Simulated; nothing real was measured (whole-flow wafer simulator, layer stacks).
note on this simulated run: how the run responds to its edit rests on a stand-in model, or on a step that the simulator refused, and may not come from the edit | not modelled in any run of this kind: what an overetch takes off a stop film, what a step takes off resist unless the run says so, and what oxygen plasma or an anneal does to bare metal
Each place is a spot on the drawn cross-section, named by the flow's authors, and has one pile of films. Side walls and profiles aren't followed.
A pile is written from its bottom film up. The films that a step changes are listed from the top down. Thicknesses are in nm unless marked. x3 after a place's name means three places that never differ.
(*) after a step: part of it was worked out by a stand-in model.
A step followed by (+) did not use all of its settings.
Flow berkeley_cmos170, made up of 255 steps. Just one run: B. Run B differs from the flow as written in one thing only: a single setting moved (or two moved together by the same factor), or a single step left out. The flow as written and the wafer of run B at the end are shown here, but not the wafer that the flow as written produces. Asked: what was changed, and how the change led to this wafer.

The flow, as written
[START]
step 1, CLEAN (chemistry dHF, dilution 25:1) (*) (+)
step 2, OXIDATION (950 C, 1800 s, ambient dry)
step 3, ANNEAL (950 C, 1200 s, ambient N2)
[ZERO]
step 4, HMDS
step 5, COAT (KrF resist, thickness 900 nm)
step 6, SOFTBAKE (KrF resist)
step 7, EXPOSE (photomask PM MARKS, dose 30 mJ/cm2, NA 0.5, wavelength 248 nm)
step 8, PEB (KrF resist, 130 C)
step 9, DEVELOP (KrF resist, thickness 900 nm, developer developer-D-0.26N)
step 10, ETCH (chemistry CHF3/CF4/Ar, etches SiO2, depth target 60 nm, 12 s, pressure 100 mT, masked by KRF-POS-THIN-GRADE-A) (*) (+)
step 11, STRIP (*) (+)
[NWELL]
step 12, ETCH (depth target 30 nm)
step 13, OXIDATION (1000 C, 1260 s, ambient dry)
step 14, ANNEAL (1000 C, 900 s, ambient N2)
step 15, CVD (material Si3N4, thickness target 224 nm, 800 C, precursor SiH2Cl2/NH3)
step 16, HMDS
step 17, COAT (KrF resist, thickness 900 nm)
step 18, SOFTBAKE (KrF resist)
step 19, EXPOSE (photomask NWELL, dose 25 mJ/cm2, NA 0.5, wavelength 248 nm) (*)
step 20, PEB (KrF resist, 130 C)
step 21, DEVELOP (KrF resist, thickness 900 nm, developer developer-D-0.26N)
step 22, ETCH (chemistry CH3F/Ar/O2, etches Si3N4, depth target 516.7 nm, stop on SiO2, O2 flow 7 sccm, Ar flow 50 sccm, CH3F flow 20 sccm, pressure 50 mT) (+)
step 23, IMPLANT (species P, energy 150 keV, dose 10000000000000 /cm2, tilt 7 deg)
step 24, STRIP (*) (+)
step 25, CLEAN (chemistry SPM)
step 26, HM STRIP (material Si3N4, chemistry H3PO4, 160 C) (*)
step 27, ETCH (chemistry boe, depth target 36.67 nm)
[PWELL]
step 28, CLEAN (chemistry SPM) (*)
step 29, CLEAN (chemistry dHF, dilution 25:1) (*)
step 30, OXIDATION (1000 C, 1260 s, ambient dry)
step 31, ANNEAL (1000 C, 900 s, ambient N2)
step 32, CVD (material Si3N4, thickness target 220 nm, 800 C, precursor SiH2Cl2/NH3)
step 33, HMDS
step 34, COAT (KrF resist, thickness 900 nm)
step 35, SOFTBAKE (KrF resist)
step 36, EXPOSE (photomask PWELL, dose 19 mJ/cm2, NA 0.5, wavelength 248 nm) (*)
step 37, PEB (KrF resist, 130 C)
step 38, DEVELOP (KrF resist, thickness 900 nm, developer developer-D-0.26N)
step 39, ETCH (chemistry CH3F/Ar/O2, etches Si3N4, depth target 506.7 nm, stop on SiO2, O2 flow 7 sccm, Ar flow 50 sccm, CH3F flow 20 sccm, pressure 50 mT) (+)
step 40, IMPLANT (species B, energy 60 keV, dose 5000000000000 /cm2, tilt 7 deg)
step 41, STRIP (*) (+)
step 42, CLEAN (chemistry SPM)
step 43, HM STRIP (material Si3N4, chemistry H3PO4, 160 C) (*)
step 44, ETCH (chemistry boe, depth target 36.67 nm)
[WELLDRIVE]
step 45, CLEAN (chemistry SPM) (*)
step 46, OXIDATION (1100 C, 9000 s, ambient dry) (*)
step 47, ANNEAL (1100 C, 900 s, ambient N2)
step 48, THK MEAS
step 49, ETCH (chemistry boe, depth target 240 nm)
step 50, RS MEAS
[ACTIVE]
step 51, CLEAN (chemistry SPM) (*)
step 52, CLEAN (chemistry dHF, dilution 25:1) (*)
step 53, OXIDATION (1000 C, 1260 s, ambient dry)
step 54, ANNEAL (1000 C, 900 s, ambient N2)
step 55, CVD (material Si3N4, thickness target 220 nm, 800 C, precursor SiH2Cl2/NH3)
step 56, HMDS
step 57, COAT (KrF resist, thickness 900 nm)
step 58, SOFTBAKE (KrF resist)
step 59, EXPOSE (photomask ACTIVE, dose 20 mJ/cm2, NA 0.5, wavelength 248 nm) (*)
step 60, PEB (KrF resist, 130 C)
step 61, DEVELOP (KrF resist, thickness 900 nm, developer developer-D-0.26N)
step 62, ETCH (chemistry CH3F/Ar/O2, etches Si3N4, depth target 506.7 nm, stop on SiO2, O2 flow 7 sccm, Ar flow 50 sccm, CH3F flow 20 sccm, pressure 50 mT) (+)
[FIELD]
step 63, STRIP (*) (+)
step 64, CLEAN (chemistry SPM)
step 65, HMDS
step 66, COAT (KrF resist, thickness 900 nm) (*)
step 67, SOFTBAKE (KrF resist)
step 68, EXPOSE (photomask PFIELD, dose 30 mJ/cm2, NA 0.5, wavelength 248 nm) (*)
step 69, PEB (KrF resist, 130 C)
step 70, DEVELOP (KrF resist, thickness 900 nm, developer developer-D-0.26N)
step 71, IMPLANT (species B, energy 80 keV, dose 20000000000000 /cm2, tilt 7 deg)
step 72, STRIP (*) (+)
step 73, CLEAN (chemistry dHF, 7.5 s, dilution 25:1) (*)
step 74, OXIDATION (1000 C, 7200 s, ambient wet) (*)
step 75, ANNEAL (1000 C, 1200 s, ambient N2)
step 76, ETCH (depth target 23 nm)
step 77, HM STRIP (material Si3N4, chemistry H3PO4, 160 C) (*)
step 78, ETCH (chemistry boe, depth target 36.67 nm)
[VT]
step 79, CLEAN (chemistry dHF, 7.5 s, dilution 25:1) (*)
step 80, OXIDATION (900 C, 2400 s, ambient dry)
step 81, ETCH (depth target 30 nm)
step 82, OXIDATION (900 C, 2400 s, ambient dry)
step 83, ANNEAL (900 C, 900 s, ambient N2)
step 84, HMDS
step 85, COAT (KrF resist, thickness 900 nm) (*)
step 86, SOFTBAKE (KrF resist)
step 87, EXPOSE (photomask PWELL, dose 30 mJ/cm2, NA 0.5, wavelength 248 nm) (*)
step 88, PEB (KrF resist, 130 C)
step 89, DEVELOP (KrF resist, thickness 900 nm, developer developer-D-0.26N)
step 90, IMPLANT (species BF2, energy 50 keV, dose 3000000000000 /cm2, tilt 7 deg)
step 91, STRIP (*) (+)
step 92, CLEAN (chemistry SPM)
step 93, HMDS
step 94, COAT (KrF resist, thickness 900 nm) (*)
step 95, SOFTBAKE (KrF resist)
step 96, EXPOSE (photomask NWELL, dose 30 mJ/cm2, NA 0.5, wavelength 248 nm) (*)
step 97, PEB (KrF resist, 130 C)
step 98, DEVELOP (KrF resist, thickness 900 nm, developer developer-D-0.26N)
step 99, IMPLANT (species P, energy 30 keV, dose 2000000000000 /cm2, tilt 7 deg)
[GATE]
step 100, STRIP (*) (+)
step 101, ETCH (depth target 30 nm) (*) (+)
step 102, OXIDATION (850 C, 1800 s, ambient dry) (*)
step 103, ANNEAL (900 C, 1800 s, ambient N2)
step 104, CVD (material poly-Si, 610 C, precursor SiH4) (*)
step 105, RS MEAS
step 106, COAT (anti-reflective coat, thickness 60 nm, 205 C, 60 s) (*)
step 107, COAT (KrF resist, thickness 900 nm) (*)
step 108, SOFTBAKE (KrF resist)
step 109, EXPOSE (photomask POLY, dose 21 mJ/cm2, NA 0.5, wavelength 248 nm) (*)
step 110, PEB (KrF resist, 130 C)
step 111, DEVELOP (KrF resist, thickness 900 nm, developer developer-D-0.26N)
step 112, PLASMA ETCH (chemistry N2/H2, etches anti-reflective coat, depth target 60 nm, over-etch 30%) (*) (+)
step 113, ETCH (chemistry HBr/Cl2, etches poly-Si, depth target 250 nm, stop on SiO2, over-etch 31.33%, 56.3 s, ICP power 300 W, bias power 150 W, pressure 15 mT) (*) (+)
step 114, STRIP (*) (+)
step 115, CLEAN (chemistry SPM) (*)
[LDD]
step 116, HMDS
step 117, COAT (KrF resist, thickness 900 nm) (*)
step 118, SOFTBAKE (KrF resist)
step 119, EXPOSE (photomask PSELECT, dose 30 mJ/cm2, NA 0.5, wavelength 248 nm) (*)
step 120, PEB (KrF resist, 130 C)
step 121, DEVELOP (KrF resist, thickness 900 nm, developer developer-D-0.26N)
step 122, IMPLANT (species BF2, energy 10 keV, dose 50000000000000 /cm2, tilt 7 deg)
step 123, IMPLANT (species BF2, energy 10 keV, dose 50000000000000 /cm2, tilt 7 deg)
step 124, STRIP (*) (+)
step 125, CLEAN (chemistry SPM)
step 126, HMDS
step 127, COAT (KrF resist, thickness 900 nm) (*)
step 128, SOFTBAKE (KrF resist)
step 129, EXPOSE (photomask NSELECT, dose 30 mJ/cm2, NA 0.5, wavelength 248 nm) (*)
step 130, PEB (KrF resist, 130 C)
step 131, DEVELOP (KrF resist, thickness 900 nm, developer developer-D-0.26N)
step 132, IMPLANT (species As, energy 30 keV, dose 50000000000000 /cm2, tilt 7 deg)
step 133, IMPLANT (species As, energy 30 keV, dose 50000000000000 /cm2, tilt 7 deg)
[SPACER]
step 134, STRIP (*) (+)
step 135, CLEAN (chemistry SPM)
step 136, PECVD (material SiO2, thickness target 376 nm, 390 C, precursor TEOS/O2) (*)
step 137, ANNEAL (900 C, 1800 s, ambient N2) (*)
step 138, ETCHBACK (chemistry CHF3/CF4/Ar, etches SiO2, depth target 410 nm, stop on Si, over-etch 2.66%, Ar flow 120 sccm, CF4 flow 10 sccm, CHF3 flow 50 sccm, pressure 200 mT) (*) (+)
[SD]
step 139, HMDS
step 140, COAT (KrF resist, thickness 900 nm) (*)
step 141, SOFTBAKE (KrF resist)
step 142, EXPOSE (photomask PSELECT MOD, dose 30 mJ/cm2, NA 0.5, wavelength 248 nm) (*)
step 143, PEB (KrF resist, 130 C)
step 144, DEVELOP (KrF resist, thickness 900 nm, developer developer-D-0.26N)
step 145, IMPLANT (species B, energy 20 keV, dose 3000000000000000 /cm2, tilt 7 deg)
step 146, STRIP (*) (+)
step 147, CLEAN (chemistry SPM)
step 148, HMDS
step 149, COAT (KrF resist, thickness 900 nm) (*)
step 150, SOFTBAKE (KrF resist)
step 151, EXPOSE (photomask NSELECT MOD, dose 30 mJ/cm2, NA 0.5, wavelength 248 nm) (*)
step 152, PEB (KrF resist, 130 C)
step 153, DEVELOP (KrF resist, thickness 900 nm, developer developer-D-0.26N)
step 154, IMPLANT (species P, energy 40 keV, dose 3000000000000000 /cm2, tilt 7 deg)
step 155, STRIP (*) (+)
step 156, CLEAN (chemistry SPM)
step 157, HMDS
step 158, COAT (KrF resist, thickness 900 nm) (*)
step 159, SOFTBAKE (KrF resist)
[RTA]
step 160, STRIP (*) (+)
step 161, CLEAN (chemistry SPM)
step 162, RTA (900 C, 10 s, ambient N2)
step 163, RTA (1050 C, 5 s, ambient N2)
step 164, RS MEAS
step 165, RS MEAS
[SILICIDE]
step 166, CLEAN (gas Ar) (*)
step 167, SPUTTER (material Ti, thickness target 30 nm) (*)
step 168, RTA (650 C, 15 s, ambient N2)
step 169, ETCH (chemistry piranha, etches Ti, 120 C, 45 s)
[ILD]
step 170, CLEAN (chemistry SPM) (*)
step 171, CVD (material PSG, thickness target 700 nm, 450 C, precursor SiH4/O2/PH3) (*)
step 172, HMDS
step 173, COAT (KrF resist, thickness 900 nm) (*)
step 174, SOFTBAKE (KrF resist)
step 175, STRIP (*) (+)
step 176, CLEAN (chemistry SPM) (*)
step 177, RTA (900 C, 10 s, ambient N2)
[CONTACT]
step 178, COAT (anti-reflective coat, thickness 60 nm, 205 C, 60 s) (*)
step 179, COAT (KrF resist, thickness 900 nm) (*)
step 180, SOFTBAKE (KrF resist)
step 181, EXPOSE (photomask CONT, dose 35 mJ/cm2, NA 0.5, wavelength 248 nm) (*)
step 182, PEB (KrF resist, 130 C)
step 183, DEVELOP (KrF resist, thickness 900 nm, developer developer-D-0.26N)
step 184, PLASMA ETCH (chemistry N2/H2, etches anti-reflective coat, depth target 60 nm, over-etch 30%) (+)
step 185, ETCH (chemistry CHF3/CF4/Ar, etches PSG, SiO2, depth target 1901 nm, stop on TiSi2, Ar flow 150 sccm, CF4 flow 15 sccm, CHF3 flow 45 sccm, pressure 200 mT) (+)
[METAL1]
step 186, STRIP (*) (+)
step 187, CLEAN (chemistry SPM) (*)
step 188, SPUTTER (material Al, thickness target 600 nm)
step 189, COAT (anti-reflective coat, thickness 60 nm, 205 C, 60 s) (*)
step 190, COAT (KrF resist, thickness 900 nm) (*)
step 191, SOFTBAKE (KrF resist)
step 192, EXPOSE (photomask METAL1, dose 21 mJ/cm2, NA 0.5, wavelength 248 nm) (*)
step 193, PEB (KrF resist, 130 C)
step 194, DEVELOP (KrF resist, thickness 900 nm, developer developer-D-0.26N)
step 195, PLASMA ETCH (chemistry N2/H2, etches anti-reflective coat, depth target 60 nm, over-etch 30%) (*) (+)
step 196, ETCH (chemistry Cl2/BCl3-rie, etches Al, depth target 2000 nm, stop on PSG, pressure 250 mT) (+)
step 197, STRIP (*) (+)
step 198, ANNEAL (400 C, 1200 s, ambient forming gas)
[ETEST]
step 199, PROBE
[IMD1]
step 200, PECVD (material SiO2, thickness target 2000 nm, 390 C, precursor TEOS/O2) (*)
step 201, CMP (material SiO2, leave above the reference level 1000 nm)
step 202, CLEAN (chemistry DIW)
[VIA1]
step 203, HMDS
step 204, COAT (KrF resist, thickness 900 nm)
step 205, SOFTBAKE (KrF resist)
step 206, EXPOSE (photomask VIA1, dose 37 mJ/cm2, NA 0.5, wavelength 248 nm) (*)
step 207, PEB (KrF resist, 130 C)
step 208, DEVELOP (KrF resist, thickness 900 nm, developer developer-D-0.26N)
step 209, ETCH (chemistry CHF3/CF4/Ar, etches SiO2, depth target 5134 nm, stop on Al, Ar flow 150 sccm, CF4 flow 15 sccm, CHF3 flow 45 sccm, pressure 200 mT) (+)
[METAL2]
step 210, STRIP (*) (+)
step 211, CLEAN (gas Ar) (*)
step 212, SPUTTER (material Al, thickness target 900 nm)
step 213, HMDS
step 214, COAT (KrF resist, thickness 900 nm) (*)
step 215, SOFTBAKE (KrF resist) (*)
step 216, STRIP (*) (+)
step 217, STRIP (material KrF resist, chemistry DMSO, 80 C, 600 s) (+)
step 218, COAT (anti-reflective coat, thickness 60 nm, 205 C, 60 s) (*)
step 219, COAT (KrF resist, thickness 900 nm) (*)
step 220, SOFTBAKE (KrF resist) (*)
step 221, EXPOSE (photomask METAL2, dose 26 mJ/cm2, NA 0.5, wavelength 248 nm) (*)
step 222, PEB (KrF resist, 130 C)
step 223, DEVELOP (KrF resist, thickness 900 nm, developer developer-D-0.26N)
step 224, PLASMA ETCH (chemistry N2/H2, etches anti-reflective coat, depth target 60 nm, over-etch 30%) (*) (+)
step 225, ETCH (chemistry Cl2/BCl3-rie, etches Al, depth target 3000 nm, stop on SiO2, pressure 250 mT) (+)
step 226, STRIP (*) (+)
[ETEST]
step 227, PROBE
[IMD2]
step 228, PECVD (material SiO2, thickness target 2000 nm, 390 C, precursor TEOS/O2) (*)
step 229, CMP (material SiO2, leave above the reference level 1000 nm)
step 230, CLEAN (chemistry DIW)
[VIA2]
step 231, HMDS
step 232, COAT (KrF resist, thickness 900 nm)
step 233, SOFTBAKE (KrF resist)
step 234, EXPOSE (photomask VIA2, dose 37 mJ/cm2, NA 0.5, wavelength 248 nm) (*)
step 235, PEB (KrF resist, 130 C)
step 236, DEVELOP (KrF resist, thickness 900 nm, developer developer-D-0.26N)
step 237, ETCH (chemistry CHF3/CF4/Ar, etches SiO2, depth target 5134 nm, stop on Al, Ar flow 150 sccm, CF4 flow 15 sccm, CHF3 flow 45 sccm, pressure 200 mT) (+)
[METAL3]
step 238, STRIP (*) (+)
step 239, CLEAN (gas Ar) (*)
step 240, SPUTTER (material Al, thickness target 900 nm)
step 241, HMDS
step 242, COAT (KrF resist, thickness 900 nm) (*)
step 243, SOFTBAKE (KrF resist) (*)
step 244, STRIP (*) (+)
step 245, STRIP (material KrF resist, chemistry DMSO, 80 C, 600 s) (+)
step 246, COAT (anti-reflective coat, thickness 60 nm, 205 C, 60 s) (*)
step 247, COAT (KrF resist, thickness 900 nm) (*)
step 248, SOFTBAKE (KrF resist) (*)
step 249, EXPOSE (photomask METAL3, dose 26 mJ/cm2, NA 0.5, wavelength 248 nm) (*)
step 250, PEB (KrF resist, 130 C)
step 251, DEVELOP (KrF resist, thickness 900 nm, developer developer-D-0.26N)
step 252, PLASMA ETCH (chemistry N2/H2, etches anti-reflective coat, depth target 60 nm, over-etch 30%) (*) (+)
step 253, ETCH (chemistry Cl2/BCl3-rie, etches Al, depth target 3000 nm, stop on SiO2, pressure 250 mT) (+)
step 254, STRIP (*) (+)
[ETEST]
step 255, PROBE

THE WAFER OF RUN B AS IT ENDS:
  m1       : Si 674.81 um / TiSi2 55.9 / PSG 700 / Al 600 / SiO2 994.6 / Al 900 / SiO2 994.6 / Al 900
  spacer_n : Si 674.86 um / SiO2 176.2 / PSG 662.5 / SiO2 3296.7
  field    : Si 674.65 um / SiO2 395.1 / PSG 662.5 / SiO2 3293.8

What caused this: step 49, ETCH: depth target 144 nm was run, while the flow as written has depth target 240 nm.

How this came from the change, step by step:
  step 49, ETCH (chemistry boe, depth target 240 nm)
      field, sd_n, spacer_n and 9 more: -144 SiO2 (it would be, as written: -197.7 SiO2 (all of it))
  step 51, CLEAN (chemistry SPM) (*)
      field, sd_n, spacer_n and 9 more: nothing (it would be, as written: +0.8 chemical SiO2 (new film), -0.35 Si)
  step 52, CLEAN (chemistry dHF, dilution 25:1) (*)
      field, sd_n, spacer_n and 9 more: nothing (it would be, as written: -0.8 chemical SiO2 (all of it))
  step 53, OXIDATION (1000 C, 1260 s, ambient dry)
      field, sd_n, spacer_n and 9 more: +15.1 SiO2, -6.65 Si (it would be, as written: +26.6 SiO2 (new film), -11.7 Si)
  step 74, OXIDATION (1000 C, 7200 s, ambient wet) (*)
      sd_n, sd_p: +12.1 SiO2 (new film), -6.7 Si3N4, +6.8 SiO2, -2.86 Si (it would be, as written: +12.1 SiO2 (new film), -6.7 Si3N4, +0.07 SiO2, -0.07 Si)
      field: +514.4 SiO2, -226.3 Si (it would be, as written: +542 SiO2, -238.5 Si)
  step 78, ETCH (chemistry boe, depth target 36.67 nm)
      sd_n, spacer_n, gate_n and 8 more: -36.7 SiO2 (it would be, as written: -24.6 SiO2 (all of it))
  step 79, CLEAN (chemistry dHF, 7.5 s, dilution 25:1) (*)
      sd_n, spacer_n, gate_n and 8 more: -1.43 SiO2 (it would be, as written: nothing)
  step 80, OXIDATION (900 C, 2400 s, ambient dry)
      gate_n, spacer_p, gate_p, contact, m1, via1, m2, via2: +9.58 SiO2, -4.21 Si (it would be, as written: +14.9 SiO2 (new film), -6.57 Si)
      sd_n, sd_p: +9.02 SiO2, -3.97 Si (it would be, as written: +14.9 SiO2 (new film), -6.57 Si)
      (and at 1 other place as well)
  step 81, ETCH (depth target 30 nm)
      sd_n, spacer_n, gate_n and 8 more: -30 SiO2 (it would be, as written: -14.9 SiO2 (all of it))
  step 82, OXIDATION (900 C, 2400 s, ambient dry)
      gate_n, spacer_p, gate_p, contact, m1, via1, m2, via2: +10.1 SiO2, -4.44 Si (it would be, as written: +14.9 SiO2 (new film), -6.57 Si)
      sd_n, sd_p: +9.14 SiO2, -4.02 Si (it would be, as written: +14.9 SiO2 (new film), -6.57 Si)
      (and at 1 other place as well)
  step 101, ETCH (depth target 30 nm) (*) (+)
      spacer_n, gate_n, spacer_p and 6 more: -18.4 SiO2 (all of it) (it would be, as written: -14.9 SiO2 (all of it))
      sd_n, sd_p: -23.6 SiO2 (all of it) (it would be, as written: -14.9 SiO2 (all of it))
  step 106, COAT (anti-reflective coat, thickness 60 nm, 205 C, 60 s) (*)
      sd_n: +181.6 anti-reflective coat (new film) (it would be, as written: +158.6 anti-reflective coat (new film))
      spacer_n: +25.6 anti-reflective coat (new film) (it would be, as written: +31.5 anti-reflective coat (new film))
      (and at 8 other places as well)
  step 112, PLASMA ETCH (chemistry N2/H2, etches anti-reflective coat, depth target 60 nm, over-etch 30%) (*) (+)
      field: -35 anti-reflective coat (all of it), -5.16 poly-Si (it would be, as written: -34.7 anti-reflective coat (all of it), -4.4 poly-Si)
      sd_n: -181.6 anti-reflective coat (all of it), -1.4 poly-Si (it would be, as written: -158.6 anti-reflective coat (all of it), -1.22 poly-Si)
      (and at 8 other places as well)
  step 114, STRIP (*) (+)
      gate_n: +0.8 chemical SiO2 (new film), -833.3 KrF resist (all of it), -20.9 anti-reflective coat (all of it), -0.35 poly-Si (it would be, as written: +0.8 chemical SiO2 (new film), -812.6 KrF resist (all of it), -27.3 anti-reflective coat (all of it), -0.35 poly-Si)
      gate_p: +0.8 chemical SiO2 (new film), -793.2 KrF resist (all of it), -25.9 anti-reflective coat (all of it), -0.35 poly-Si (it would be, as written: +0.8 chemical SiO2 (new film), -782.1 KrF resist (all of it), -29.6 anti-reflective coat (all of it), -0.35 poly-Si)
  step 178, COAT (anti-reflective coat, thickness 60 nm, 205 C, 60 s) (*)
      sd_n: +153 anti-reflective coat (new film) (it would be, as written: +135.1 anti-reflective coat (new film))
      spacer_n: +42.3 anti-reflective coat (new film) (it would be, as written: +41.2 anti-reflective coat (new film))
      (and at 5 other places as well)
  step 184, PLASMA ETCH (chemistry N2/H2, etches anti-reflective coat, depth target 60 nm, over-etch 30%) (+)
      field, sd_n, spacer_n and 8 more: -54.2 KrF resist (it would be, as written: -52.6 KrF resist)
      contact: -75 anti-reflective coat (all of it), -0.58 PSG (it would be, as written: -72.8 anti-reflective coat (all of it), -0.56 PSG)
  ... another 5 steps ...
  step 201, CMP (material SiO2, leave above the reference level 1000 nm)
      field: -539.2 SiO2 (it would be, as written: -517 SiO2)
